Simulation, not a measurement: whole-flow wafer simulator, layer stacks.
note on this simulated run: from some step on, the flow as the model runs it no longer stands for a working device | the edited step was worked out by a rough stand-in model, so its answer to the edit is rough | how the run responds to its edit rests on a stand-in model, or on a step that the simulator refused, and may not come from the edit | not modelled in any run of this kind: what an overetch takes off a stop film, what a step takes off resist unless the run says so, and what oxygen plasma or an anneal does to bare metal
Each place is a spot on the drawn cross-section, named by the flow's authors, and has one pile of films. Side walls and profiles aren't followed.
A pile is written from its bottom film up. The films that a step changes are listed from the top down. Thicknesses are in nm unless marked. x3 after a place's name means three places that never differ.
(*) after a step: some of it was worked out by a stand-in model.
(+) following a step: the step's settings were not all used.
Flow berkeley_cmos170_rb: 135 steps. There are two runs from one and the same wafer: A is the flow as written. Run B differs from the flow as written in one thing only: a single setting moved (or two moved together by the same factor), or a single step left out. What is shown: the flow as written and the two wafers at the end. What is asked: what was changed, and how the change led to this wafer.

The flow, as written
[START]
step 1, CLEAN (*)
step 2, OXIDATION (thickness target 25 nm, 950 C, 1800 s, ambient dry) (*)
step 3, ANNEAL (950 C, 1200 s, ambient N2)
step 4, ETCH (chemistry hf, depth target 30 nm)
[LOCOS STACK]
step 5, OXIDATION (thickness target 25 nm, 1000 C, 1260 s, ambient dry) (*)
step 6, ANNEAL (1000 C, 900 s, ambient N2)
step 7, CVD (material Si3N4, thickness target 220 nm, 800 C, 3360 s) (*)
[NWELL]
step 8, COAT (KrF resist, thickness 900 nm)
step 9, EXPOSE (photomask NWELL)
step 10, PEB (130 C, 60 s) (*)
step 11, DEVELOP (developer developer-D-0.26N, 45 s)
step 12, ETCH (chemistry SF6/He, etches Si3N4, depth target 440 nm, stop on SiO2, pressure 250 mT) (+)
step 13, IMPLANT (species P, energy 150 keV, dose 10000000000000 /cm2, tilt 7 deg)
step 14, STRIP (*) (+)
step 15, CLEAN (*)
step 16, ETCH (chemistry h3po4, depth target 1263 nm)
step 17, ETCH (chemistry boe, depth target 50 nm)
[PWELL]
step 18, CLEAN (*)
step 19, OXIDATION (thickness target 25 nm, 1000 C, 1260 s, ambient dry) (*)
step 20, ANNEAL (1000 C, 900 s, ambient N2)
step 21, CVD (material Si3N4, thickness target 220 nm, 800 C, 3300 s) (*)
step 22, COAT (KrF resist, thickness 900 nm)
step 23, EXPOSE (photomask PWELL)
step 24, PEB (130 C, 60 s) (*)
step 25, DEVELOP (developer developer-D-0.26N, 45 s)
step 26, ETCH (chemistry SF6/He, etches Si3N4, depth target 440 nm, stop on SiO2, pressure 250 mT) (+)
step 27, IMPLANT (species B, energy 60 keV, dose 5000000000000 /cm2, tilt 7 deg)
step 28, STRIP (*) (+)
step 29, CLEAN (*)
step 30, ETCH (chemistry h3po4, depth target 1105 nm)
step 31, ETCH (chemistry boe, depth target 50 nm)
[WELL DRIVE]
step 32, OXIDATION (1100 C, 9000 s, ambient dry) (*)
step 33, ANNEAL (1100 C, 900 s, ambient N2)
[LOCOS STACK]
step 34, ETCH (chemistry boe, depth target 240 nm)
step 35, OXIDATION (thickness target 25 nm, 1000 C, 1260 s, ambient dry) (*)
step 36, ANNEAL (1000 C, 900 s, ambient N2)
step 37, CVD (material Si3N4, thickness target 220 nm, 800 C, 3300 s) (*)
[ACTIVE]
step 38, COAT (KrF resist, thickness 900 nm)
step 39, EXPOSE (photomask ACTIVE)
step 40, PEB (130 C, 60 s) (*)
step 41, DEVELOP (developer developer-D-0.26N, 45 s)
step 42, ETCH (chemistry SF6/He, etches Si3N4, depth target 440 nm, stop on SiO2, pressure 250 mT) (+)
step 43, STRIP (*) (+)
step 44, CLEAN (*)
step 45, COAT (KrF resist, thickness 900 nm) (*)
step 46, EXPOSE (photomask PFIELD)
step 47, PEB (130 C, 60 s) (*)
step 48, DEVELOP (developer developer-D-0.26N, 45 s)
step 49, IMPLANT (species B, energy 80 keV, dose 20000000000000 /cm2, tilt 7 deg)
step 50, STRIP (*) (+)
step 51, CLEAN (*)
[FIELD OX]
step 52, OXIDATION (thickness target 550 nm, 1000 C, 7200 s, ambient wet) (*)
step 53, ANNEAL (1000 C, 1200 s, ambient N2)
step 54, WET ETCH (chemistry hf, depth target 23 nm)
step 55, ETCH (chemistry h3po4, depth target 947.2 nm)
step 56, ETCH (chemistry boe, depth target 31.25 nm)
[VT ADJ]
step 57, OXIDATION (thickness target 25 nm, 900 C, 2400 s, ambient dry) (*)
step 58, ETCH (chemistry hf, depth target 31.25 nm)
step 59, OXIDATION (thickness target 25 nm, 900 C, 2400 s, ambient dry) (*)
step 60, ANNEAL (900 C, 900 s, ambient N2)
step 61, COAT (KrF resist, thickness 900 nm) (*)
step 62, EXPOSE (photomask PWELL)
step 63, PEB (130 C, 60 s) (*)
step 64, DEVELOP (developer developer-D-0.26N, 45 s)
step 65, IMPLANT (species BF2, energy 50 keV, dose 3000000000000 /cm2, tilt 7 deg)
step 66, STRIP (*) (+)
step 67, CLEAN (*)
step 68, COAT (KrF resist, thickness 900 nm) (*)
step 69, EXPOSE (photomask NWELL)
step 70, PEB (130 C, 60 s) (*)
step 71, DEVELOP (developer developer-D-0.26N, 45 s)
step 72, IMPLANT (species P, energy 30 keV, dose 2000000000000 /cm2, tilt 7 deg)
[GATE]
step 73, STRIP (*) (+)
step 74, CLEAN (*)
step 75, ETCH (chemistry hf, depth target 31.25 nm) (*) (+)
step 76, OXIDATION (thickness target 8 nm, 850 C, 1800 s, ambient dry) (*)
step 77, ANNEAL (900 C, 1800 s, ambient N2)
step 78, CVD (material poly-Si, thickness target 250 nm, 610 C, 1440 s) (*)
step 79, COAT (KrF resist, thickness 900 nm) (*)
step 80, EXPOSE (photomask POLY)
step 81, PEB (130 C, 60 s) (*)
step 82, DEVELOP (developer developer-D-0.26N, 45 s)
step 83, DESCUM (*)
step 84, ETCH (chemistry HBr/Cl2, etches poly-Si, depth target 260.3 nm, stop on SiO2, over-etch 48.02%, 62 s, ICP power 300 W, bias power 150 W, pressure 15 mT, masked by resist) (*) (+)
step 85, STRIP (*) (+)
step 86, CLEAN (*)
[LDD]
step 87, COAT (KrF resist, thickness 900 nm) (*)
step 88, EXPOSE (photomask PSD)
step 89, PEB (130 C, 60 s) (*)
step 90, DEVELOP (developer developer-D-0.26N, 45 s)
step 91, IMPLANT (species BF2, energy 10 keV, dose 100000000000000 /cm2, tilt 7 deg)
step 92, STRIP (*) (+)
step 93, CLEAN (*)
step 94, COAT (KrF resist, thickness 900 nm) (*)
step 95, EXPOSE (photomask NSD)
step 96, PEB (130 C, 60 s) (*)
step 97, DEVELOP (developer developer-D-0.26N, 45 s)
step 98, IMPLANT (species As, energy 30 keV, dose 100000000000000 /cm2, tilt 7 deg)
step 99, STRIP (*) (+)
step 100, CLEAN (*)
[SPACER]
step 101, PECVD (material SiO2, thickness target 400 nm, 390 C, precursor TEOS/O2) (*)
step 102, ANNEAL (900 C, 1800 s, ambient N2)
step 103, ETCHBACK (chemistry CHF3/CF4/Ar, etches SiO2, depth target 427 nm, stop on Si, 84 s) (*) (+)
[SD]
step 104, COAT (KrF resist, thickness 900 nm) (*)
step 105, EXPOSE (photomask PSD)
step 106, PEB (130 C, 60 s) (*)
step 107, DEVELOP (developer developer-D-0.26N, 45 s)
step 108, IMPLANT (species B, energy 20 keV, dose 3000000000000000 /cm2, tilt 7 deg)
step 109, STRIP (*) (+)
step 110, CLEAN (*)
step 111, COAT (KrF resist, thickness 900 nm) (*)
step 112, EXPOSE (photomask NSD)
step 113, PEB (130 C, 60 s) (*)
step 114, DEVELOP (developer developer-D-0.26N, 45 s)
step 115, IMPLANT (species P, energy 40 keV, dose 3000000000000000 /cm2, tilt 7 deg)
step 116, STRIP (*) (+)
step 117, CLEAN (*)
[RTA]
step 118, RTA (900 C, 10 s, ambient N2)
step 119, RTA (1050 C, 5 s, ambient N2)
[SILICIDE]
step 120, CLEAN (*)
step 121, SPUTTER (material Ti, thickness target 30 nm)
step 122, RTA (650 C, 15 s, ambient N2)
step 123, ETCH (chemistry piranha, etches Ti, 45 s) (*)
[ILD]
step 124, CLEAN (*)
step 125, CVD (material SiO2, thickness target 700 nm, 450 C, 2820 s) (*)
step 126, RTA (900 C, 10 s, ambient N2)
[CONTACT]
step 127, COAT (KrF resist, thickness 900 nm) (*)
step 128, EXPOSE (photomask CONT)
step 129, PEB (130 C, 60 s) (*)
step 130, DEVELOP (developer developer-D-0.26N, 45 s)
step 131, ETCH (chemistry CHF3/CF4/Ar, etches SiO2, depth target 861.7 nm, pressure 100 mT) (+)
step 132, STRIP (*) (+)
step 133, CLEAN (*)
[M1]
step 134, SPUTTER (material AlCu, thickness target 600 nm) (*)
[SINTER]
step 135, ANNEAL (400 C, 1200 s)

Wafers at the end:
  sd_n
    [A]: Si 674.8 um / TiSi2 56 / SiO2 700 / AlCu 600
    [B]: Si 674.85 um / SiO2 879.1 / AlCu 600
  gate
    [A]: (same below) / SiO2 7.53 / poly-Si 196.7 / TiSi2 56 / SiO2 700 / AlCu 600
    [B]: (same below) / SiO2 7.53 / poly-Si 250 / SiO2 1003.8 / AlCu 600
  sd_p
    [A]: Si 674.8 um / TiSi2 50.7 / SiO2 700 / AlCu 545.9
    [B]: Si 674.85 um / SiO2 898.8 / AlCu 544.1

The reason: step 101, PECVD: thickness target 600 nm was run, whereas the flow has thickness target 400 nm.

The path from the change to this, step by step:
  step 101, PECVD (material SiO2, thickness target 400 nm, 390 C, precursor TEOS/O2) (*)
      field, sd_n, contact, m1: A +400 SiO2 | B +600 SiO2
      gate, gate_p: A +400 SiO2 (new film) | B +600 SiO2 (new film)
      (and at 3 other places as well)
  step 103, ETCHBACK (chemistry CHF3/CF4/Ar, etches SiO2, depth target 427 nm, stop on Si, 84 s) (*) (+)
      sd_n, contact, m1: A -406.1 SiO2 (all of it) | B -427 SiO2
      spacer_n, spacer_p: A -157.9 SiO2 | B nothing
      (and at 3 other places as well)
  step 104, COAT (KrF resist, thickness 900 nm) (*)
      field: A +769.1 KrF resist (new film) | B +805.4 KrF resist (new film)
      sd_n: A +982.1 KrF resist (new film) | B +1027.2 KrF resist (new film)
      (and at 7 other places as well)
  step 107, DEVELOP (developer developer-D-0.26N, 45 s)
      sd_p: A -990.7 KrF resist (all of it) | B -1107.2 KrF resist (all of it)
      spacer_p: A -767.7 KrF resist (all of it) | B -707.6 KrF resist (all of it)
      (and at 1 other place as well)
  step 109, STRIP (*) (+)
      field: A -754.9 KrF resist (all of it) | B -791.2 KrF resist (all of it)
      sd_n: A -967.9 KrF resist (all of it) | B -1013 KrF resist (all of it)
      (and at 4 other places as well)
  step 111, COAT (KrF resist, thickness 900 nm) (*)
      field: A +769.1 KrF resist (new film) | B +805.4 KrF resist (new film)
      sd_n: A +982.1 KrF resist (new film) | B +1027.2 KrF resist (new film)
      (and at 7 other places as well)
  step 114, DEVELOP (developer developer-D-0.26N, 45 s)
      sd_n: A -982.1 KrF resist (all of it) | B -1027.2 KrF resist (all of it)
      spacer_n: A -766.3 KrF resist (all of it) | B -706.4 KrF resist (all of it)
      (and at 2 other places as well)
  step 116, STRIP (*) (+)
      field: A -754.9 KrF resist (all of it) | B -791.2 KrF resist (all of it)
      sd_p: A -976.5 KrF resist (all of it) | B -1093 KrF resist (all of it)
      (and at 3 other places as well)
  step 121, SPUTTER (material Ti, thickness target 30 nm)
      gate, gate_p: A +30 Ti (new film) | B +20.7 Ti (new film)
      sd_p: A +27.1 Ti (new film) | B +21.3 Ti (new film)
  step 122, RTA (650 C, 15 s, ambient N2)
      sd_n, contact, m1: A -23.4 Ti, +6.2 TiSi first (new film), +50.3 TiSi2 C49 (new film), -49 Si | B nothing
      gate, gate_p: A -23.4 Ti, +6.2 TiSi first (new film), +50.3 TiSi2 C49 (new film), -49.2 poly-Si | B nothing
      (and at 1 other place as well)
  step 123, ETCH (chemistry piranha, etches Ti, 45 s) (*)
      sd_n, contact, m1: A -6.6 Ti (all of it) | B -30 Ti (all of it)
      gate, gate_p: A -6.6 Ti (all of it) | B -20.7 Ti (all of it)
      (and at 1 other place as well)
  step 125, CVD (material SiO2, thickness target 700 nm, 450 C, 2820 s) (*)
      sd_n, contact, m1: A +700 SiO2 (new film) | B +700 SiO2
      gate: A +700 SiO2 (new film) | B +830.8 SiO2
      (and at 2 other places as well)
  step 126, RTA (900 C, 10 s, ambient N2)
      sd_n, contact, m1: A under 1 film: +56 TiSi2 (new film), -6.2 TiSi first (all of it), -50.3 TiSi2 C49 (all of it), -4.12 Si | B nothing
      gate, gate_p: A under 1 film: +56 TiSi2 (new film), -6.2 TiSi first (all of it), -50.3 TiSi2 C49 (all of it), -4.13 poly-Si | B nothing
      (and at 1 other place as well)
  step 127, COAT (KrF resist, thickness 900 nm) (*)
      field: A +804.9 KrF resist (new film) | B +840.1 KrF resist (new film)
      sd_n: A +1010 KrF resist (new film) | B +1050.6 KrF resist (new film)
      (and at 5 other places as well)
  step 130, DEVELOP (developer developer-D-0.26N, 45 s)
      contact: A -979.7 KrF resist (all of it) | B -1014.9 KrF resist (all of it)
  step 131, ETCH (chemistry CHF3/CF4/Ar, etches SiO2, depth target 861.7 nm, pressure 100 mT) (+)
      contact: A -700 SiO2 (all of it), -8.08 TiSi2 | B -861.7 SiO2
  ... 1 further step ...
  step 134, SPUTTER (material AlCu, thickness target 600 nm) (*)
      contact: A +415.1 AlCu (new film) | B +379.4 AlCu (new film)
